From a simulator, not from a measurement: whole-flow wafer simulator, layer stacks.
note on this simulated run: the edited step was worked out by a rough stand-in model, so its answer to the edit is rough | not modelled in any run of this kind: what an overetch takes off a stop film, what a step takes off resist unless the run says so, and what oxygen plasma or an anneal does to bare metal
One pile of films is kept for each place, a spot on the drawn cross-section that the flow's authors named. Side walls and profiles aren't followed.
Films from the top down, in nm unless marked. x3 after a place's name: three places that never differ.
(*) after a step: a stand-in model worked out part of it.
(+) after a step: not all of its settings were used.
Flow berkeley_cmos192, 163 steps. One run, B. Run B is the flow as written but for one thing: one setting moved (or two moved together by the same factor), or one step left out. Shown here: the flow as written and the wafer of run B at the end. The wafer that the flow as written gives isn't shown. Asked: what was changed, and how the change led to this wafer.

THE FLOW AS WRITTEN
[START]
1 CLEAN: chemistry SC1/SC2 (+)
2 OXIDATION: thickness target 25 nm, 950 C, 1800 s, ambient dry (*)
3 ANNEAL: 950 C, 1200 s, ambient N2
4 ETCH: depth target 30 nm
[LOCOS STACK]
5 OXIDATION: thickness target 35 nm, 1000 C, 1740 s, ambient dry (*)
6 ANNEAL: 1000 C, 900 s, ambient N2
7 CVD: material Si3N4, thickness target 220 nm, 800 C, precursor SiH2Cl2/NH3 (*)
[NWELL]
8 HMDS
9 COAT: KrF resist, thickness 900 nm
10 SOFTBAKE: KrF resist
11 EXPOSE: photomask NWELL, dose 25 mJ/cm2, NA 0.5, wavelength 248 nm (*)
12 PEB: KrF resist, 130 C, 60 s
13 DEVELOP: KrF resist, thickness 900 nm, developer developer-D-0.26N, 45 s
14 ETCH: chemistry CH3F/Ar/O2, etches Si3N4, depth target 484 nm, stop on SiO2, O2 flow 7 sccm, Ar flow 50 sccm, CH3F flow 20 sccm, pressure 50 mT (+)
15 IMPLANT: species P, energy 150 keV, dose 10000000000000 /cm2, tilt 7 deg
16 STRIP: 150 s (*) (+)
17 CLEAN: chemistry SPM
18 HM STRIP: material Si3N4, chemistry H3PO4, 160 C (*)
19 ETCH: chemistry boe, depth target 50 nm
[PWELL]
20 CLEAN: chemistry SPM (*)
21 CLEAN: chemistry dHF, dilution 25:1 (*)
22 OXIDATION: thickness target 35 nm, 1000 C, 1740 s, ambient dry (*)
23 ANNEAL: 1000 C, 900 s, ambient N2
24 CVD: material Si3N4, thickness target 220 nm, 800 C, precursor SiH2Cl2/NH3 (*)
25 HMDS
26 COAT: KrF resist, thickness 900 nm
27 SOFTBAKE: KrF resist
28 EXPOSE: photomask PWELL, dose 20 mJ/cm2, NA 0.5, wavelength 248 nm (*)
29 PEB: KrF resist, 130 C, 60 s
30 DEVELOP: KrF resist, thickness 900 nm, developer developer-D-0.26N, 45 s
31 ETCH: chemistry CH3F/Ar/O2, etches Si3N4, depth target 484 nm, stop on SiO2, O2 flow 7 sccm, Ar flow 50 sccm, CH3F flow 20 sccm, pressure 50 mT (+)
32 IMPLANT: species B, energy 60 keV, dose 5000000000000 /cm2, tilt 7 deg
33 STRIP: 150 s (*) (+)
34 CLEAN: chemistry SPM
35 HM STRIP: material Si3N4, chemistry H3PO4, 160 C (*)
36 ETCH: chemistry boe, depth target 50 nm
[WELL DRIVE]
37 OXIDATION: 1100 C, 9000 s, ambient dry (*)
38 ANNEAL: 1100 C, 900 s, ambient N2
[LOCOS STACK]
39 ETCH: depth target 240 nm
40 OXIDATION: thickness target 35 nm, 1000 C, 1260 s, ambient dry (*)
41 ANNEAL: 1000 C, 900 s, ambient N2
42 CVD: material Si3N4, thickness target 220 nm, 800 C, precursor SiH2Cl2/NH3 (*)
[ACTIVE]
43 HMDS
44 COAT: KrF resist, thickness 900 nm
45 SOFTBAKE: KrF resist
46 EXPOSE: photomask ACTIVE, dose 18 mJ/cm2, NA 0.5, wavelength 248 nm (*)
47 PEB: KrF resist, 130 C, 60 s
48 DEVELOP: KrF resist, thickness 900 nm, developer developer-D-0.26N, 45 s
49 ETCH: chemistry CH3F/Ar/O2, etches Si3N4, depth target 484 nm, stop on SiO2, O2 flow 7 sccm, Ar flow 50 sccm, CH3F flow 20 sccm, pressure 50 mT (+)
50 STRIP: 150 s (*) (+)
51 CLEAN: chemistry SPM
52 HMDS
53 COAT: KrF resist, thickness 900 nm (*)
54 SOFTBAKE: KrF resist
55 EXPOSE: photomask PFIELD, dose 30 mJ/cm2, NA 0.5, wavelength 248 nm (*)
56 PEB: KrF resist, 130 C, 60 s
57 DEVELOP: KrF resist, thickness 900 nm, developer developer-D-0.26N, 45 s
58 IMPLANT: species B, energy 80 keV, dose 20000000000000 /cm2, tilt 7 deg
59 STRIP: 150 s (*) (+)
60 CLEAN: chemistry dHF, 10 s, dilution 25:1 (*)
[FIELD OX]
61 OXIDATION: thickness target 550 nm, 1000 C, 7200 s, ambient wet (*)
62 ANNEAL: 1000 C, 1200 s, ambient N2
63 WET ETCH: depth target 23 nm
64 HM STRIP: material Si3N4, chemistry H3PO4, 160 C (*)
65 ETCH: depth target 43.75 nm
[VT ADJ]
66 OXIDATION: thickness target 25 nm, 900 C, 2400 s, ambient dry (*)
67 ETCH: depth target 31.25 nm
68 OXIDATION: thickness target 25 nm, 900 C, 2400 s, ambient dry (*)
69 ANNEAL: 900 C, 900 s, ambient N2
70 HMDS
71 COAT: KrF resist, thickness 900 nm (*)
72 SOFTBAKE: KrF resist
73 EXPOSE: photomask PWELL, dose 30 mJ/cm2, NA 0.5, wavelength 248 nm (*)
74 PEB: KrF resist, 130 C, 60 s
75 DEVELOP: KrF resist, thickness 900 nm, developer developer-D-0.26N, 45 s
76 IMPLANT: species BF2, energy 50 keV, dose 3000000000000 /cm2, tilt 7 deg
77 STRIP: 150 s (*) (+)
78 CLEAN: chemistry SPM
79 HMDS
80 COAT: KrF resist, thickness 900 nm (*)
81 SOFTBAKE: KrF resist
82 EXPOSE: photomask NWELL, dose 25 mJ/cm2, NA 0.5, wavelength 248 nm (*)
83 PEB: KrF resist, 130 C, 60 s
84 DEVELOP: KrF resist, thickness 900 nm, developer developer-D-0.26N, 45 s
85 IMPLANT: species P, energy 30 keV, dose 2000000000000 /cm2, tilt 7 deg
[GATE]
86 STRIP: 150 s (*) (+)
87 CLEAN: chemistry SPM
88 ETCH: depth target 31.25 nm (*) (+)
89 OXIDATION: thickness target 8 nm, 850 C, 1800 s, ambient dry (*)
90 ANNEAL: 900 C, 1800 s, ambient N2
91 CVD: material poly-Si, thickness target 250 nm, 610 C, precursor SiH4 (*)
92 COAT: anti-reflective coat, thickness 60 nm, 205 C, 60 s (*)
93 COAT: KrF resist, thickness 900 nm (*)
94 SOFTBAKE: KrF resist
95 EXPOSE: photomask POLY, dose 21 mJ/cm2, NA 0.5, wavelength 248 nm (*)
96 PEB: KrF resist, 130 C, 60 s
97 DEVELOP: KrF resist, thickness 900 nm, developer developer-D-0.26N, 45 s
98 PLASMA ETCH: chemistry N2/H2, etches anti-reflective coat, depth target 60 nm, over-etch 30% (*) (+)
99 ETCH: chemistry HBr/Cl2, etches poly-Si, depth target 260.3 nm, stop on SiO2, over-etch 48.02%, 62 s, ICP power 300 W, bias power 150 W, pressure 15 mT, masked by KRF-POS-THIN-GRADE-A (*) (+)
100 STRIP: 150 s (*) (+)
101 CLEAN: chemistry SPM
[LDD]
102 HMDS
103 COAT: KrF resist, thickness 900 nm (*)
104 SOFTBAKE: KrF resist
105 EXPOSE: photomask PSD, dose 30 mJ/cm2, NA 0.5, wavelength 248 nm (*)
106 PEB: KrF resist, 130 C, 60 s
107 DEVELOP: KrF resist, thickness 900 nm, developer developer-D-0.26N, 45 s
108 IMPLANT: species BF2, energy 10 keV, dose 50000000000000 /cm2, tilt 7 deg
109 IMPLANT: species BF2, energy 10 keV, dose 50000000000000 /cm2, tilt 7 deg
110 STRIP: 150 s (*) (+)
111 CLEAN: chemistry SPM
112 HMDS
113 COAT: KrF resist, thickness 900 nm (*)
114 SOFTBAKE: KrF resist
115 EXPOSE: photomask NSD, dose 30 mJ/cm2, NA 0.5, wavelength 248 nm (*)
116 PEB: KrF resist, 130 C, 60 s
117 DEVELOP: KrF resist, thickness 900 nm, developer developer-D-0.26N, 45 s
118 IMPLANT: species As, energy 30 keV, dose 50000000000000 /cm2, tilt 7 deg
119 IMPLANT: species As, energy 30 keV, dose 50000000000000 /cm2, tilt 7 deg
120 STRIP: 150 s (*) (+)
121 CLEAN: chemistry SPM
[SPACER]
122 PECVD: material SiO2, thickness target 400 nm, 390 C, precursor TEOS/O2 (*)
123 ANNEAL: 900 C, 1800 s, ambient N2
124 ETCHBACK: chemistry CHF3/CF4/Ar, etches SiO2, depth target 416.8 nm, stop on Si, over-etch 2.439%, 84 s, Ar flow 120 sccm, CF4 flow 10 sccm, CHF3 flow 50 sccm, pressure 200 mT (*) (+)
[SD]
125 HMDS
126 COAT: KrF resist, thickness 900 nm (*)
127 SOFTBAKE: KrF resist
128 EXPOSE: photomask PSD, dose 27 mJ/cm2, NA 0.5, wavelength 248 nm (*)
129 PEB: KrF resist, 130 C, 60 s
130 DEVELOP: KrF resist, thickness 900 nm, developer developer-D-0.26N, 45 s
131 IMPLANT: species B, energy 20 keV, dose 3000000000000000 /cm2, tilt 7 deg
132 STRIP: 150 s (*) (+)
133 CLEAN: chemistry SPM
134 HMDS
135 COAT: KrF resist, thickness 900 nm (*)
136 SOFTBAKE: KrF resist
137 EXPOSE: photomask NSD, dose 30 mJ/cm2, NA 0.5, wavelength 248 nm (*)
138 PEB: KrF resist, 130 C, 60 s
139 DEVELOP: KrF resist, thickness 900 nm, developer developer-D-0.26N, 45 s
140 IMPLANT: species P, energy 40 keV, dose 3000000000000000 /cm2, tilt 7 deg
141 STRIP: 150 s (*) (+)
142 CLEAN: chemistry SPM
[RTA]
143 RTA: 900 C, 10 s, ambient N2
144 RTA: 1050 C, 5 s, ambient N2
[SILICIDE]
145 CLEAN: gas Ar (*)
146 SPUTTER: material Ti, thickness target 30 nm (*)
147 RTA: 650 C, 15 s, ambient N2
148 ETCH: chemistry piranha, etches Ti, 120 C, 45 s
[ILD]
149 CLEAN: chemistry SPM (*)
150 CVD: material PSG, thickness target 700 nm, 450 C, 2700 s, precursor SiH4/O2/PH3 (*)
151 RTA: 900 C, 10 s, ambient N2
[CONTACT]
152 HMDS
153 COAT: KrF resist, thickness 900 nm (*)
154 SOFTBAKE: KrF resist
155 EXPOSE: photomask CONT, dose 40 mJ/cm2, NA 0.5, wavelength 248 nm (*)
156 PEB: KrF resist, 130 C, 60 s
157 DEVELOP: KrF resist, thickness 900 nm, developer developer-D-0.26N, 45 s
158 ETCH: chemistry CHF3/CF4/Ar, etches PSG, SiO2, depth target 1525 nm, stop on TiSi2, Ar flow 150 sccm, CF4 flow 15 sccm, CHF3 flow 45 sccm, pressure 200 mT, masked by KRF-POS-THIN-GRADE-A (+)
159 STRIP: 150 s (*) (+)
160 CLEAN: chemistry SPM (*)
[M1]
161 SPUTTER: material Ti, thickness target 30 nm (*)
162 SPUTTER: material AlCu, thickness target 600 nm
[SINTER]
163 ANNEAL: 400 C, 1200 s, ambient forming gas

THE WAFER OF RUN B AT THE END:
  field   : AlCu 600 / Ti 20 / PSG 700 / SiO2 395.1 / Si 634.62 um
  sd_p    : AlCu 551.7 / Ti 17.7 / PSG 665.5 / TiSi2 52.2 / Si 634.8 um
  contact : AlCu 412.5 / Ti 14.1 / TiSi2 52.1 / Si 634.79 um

The cause: step 161, SPUTTER: thickness target 20 nm was run, where the flow has thickness target 30 nm.
It can be read off the wafer: field has Ti 20, and step 161 as written asks for 30 nm.

How the change led to this, step by step:
  161 SPUTTER: material Ti, thickness target 30 nm (*)
      field, sd_n, spacer_n, gate, spacer_p, gate_p, m1: Ti +20 (new film) (as written it would be: Ti +30 (new film))
      sd_p: Ti +17.7 (new film) (as written it would be: Ti +26.6 (new film))
      (and at 1 more place)
